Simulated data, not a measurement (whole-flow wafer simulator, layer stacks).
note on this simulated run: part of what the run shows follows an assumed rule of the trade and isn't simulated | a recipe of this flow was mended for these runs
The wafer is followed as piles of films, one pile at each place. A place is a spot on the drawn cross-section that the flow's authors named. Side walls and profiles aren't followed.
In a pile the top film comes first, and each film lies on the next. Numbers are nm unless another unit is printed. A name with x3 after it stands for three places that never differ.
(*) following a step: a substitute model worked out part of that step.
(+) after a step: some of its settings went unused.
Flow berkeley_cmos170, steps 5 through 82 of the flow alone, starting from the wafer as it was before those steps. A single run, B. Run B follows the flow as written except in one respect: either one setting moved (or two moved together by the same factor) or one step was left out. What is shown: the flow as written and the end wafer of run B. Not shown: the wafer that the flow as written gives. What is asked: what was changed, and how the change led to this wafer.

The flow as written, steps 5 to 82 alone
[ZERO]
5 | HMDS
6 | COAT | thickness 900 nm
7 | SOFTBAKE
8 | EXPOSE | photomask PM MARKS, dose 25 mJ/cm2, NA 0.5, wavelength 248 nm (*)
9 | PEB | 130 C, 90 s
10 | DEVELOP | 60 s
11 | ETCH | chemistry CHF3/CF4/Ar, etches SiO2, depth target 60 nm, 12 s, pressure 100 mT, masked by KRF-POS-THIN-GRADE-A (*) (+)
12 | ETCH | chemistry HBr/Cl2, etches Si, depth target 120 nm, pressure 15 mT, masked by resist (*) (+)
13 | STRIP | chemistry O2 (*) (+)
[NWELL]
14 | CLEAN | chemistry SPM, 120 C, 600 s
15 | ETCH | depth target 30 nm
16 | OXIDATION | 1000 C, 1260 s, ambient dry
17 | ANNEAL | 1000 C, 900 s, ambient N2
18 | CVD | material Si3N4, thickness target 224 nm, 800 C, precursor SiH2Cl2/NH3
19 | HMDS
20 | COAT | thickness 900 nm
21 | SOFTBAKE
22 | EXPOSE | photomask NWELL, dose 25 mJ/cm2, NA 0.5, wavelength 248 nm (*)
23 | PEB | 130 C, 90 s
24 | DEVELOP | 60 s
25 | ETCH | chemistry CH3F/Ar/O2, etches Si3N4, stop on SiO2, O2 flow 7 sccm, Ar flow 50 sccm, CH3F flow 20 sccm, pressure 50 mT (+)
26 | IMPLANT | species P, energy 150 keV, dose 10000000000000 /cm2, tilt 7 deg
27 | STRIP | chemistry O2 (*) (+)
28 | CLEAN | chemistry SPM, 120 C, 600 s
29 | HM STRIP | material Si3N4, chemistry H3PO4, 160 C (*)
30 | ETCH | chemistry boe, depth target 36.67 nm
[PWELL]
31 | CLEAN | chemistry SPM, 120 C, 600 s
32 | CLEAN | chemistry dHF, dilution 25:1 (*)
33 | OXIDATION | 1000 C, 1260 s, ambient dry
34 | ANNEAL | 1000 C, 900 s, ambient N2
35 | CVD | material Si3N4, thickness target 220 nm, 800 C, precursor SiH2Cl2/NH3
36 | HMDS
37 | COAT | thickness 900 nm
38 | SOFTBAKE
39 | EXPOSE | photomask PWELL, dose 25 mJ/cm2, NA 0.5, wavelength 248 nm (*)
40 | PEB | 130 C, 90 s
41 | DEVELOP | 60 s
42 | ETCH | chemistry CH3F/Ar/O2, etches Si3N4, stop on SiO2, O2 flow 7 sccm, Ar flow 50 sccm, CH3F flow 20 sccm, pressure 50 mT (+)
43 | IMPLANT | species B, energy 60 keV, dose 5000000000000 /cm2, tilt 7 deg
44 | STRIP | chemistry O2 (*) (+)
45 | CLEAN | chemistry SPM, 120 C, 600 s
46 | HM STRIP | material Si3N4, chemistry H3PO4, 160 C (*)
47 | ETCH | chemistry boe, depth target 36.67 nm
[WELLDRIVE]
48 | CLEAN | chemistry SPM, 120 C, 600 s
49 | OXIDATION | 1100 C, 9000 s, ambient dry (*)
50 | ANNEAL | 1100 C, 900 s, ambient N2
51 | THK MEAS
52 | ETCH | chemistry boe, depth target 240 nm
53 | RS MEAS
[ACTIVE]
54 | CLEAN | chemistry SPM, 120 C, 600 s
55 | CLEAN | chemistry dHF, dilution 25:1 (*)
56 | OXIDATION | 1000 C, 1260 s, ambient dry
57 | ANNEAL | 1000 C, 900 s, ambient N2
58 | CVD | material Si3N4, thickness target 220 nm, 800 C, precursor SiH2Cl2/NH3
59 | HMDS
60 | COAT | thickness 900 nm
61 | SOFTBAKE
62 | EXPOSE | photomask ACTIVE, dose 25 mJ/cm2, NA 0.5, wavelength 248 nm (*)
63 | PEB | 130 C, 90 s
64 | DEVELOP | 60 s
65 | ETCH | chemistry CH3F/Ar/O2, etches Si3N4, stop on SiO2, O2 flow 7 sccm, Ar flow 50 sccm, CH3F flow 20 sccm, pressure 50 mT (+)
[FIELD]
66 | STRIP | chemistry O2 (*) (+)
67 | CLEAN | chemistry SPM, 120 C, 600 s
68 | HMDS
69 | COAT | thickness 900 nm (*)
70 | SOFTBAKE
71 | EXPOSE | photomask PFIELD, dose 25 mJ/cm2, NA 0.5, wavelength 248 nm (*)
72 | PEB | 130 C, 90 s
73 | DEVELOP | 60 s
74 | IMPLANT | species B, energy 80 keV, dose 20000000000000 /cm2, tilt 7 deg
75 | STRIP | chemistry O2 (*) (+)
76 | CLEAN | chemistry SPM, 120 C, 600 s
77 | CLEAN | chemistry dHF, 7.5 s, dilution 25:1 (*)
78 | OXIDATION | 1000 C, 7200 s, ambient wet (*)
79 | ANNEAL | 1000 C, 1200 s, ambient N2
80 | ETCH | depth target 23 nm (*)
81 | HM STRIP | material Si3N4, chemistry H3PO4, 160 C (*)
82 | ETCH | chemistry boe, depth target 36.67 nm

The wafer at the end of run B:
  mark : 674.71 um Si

Cause: step 12, ETCH: depth target 156 nm was run, whereas the flow has depth target 120 nm.

Step by step, how the change led to this:
  12 | ETCH | chemistry HBr/Cl2, etches Si, depth target 120 nm, pressure 15 mT, masked by resist (*) (+)
      field, sd_n, spacer_n and 9 more: KrF-resist loses 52 (it would be, as written: KrF-resist loses 40)
      mark: Si loses 156 (it would be, as written: Si loses 120)
